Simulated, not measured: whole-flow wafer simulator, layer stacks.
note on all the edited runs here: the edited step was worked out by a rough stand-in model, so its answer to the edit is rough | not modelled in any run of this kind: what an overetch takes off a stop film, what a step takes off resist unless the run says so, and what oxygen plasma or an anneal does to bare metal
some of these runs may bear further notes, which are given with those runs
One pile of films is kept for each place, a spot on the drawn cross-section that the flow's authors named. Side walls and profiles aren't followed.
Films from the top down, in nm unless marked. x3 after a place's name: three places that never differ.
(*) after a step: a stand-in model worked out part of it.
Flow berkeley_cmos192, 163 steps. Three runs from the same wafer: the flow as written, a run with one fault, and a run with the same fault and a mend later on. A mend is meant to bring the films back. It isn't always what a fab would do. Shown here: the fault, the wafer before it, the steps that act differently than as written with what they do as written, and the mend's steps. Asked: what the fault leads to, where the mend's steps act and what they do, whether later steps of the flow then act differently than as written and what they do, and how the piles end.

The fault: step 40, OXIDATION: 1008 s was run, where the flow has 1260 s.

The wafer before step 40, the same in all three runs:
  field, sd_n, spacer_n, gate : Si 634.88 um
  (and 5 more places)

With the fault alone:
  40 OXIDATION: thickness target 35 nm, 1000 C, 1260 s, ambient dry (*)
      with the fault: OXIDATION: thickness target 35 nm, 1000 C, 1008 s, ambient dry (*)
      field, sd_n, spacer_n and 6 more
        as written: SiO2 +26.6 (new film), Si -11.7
        with the fault: SiO2 +23.6 (new film), Si -10.4
  Later steps of the flow that act differently than as written (36 more steps differ only slightly, by at most 2% or 0.5 nm, whichever is larger, and aren't shown):
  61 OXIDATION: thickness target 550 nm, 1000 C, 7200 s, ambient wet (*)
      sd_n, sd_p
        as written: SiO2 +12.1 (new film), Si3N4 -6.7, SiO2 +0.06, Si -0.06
        with the fault: SiO2 +12.1 (new film), Si3N4 -6.7
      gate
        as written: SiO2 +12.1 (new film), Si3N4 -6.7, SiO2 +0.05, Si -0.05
        with the fault: SiO2 +12.1 (new film), Si3N4 -6.7
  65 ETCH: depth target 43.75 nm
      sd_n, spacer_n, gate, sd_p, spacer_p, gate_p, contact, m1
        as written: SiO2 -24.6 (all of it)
        with the fault: SiO2 -21.6 (all of it)
  At the end the piles differ from the flow's only slightly at the places that both follow, by at most 2% or 0.5 nm, whichever is larger.

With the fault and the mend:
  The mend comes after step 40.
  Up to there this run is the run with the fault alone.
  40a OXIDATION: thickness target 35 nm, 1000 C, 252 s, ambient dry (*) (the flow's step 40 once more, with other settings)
      field, sd_n, spacer_n and 6 more
        SiO2 +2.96, Si -1.3
  No later step of the flow acts differently than as written at any place that is followed.
  At the end the piles are the same as the flow's at every place that both follow.
